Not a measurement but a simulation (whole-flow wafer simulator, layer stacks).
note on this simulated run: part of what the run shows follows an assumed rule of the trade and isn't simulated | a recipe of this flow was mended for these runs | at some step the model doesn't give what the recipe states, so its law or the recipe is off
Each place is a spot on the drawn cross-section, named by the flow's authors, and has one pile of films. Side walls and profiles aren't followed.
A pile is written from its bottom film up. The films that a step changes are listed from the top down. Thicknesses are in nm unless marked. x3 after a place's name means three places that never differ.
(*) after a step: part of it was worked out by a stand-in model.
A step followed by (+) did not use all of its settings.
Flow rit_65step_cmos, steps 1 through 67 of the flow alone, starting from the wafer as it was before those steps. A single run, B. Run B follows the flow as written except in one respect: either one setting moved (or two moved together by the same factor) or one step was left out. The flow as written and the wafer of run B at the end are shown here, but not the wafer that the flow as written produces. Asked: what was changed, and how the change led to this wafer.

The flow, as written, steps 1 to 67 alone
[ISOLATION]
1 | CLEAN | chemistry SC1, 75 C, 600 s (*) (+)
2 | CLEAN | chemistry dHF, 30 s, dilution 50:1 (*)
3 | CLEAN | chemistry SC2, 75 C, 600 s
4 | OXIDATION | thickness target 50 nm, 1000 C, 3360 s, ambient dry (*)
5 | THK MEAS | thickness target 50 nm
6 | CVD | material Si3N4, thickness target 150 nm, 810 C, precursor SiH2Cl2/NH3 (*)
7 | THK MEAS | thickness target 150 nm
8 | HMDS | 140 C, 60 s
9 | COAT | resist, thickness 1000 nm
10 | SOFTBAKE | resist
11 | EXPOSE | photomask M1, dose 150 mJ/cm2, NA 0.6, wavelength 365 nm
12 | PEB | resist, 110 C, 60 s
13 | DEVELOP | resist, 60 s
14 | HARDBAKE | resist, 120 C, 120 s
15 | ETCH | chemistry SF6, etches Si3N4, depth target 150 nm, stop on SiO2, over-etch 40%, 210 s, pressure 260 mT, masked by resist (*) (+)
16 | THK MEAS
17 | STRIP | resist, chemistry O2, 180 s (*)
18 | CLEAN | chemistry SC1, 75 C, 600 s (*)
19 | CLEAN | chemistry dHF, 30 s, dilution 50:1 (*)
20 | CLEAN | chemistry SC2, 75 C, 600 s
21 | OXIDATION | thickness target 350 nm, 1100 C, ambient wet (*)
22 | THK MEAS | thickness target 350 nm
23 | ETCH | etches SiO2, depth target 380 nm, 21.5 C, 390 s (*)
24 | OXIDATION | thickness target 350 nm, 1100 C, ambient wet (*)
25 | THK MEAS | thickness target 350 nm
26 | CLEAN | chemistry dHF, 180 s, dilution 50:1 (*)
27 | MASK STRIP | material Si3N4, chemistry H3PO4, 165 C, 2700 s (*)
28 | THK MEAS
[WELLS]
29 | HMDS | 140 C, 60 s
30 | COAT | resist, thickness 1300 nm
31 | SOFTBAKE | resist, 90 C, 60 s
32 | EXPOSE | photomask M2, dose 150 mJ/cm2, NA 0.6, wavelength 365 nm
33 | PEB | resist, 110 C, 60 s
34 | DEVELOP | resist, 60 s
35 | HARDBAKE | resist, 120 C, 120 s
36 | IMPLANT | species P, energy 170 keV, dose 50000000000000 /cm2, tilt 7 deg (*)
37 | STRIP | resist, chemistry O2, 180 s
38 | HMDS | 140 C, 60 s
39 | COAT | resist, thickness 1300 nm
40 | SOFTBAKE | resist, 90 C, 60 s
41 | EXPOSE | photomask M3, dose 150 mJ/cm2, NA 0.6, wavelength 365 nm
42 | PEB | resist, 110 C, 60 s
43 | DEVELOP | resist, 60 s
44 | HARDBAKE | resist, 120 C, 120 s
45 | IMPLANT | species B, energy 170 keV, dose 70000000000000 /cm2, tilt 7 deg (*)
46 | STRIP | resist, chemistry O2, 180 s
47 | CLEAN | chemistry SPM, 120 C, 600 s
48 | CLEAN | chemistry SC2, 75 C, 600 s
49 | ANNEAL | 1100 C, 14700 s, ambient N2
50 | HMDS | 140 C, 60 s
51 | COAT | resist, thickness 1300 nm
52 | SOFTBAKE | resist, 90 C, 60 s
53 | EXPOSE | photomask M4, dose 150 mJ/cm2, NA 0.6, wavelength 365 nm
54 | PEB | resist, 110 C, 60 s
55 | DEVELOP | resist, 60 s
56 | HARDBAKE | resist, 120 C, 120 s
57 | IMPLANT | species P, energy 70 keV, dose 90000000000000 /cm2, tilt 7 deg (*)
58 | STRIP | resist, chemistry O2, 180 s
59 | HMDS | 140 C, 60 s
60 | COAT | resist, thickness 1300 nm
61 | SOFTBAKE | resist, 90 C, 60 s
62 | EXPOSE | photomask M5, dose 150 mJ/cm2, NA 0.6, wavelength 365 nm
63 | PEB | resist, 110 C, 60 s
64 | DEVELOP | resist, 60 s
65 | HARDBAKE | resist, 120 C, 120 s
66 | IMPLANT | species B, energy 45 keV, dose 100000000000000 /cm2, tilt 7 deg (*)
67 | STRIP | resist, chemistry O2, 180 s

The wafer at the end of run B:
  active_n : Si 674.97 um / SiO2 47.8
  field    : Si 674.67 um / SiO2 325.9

Cause: step 27, MASK STRIP: 160 C was run, whereas the flow has 165 C.

How this came from the change, step by step:
  27 | MASK STRIP | material Si3N4, chemistry H3PO4, 165 C, 2700 s (*)
      active_n, active_p, gate_n and 7 more: -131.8 Si3N4 (all of it), -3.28 SiO2 (as written it would have been: -131.8 Si3N4 (all of it), -5.64 SiO2)
      field, field_pw, field_nw, field_p: -7.4 SiO2 (as written it would have been: -10.7 SiO2)
